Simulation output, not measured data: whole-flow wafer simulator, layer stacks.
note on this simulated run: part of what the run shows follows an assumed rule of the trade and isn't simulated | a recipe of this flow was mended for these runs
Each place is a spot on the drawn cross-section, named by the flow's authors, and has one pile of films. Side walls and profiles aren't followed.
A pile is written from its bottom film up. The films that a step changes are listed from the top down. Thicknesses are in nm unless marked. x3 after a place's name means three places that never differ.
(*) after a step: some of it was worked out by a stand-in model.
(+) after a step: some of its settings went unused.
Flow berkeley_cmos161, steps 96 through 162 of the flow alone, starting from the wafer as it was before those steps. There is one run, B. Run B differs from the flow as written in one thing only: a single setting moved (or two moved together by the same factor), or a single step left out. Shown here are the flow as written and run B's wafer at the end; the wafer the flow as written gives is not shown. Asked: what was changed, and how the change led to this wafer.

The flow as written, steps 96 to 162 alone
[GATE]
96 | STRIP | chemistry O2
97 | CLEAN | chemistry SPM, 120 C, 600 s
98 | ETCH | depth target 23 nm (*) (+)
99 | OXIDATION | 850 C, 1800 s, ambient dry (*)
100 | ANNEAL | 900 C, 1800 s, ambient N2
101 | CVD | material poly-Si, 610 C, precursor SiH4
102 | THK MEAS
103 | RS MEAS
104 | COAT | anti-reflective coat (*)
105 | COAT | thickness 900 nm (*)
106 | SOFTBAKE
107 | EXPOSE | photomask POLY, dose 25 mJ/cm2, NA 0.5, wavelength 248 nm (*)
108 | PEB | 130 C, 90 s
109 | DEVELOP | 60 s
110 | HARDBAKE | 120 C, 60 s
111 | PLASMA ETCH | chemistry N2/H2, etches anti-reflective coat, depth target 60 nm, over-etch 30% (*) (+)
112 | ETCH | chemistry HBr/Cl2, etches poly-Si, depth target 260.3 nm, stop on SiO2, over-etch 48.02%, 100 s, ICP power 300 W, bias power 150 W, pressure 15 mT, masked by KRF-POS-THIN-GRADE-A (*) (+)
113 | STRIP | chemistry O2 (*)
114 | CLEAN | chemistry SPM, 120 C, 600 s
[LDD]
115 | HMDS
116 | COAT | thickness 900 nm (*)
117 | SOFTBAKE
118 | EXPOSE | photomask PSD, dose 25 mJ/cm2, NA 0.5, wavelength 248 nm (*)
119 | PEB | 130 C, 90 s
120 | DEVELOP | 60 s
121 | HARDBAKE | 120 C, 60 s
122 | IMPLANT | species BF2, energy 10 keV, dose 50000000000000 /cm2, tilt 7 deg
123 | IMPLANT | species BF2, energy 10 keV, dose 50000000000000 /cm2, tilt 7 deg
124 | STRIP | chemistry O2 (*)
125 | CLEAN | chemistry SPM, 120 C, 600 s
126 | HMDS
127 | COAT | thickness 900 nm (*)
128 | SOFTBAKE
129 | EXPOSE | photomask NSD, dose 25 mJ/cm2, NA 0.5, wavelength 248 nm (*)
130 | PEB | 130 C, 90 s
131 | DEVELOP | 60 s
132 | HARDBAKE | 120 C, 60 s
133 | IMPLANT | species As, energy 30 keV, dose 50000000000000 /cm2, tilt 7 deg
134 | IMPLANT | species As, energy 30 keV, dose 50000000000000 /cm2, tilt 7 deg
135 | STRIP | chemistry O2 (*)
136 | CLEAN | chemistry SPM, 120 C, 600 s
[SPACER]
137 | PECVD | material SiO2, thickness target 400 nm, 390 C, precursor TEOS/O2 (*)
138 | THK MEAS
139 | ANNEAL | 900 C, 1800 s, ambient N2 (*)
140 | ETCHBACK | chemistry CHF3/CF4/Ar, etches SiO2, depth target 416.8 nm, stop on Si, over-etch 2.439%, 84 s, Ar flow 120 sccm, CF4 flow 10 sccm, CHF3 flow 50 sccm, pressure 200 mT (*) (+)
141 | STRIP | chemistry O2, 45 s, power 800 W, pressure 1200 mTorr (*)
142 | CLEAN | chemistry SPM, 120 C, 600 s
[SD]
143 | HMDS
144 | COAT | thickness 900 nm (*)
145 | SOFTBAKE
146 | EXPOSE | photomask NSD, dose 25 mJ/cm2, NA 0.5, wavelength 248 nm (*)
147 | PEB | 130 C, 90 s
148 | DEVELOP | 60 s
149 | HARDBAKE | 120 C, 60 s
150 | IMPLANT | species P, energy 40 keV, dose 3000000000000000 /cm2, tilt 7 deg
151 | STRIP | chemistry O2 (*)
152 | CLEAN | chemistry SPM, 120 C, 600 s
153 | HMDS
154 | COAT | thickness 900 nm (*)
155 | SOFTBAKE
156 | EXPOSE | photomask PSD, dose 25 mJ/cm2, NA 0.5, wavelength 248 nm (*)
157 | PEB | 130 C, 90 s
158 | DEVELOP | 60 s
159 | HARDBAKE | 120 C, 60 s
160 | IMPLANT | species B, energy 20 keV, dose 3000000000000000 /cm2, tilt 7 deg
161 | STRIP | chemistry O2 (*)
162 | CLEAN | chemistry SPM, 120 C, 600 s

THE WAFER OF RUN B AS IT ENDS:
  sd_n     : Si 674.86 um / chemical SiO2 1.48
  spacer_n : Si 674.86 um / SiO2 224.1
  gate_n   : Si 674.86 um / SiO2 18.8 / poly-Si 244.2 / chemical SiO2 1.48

What caused this: step 98, ETCH: depth target 23 nm (*) (+), was not run.

How this came from the change, step by step:
  99 | OXIDATION | 850 C, 1800 s, ambient dry (*)
      sd_n, spacer_n, gate_n, sd_p, spacer_p, gate_p, contact, m1: +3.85 SiO2, -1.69 Si (in the flow as written it would be: +7.48 SiO2 (new film), -3.29 Si)
  104 | COAT | anti-reflective coat (*)
      sd_n: +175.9 anti-reflective coat (new film) (in the flow as written it would be: +168.7 anti-reflective coat (new film))
      spacer_n: +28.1 anti-reflective coat (new film) (in the flow as written it would be: +30.1 anti-reflective coat (new film))
      (as well as at 4 more places)
  111 | PLASMA ETCH | chemistry N2/H2, etches anti-reflective coat, depth target 60 nm, over-etch 30% (*) (+)
      sd_n: -175.9 anti-reflective coat (all of it), -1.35 poly-Si (in the flow as written it would be: -168.7 anti-reflective coat (all of it), -1.3 poly-Si)
      spacer_n: -28.1 anti-reflective coat (all of it), -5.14 poly-Si (in the flow as written it would be: -30.1 anti-reflective coat (all of it), -4.85 poly-Si)
      (as well as at 2 more places)
  113 | STRIP | chemistry O2 (*)
      gate_n: +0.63 chemical SiO2 (new film), -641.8 KrF-resist (all of it), -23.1 anti-reflective coat (all of it), -0.28 poly-Si (in the flow as written it would be: +0.63 chemical SiO2 (new film), -635.3 KrF-resist (all of it), -25 anti-reflective coat (all of it), -0.28 poly-Si)
      gate_p: +0.63 chemical SiO2 (new film), -612 KrF-resist (all of it), -27.5 anti-reflective coat (all of it), -0.28 poly-Si (in the flow as written it would be: +0.63 chemical SiO2 (new film), -608 KrF-resist (all of it), -28.6 anti-reflective coat (all of it), -0.28 poly-Si)
  140 | ETCHBACK | chemistry CHF3/CF4/Ar, etches SiO2, depth target 416.8 nm, stop on Si, over-etch 2.439%, 84 s, Ar flow 120 sccm, CF4 flow 10 sccm, CHF3 flow 50 sccm, pressure 200 mT (*) (+)
      sd_n: -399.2 SiO2 (all of it), -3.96 Si (in the flow as written it would be: -387.9 SiO2 (all of it), -3.96 Si)
      sd_p: -384.3 SiO2 (all of it), -3.96 Si (in the flow as written it would be: -373.8 SiO2 (all of it), -3.96 Si)
      (as well as at 2 more places)
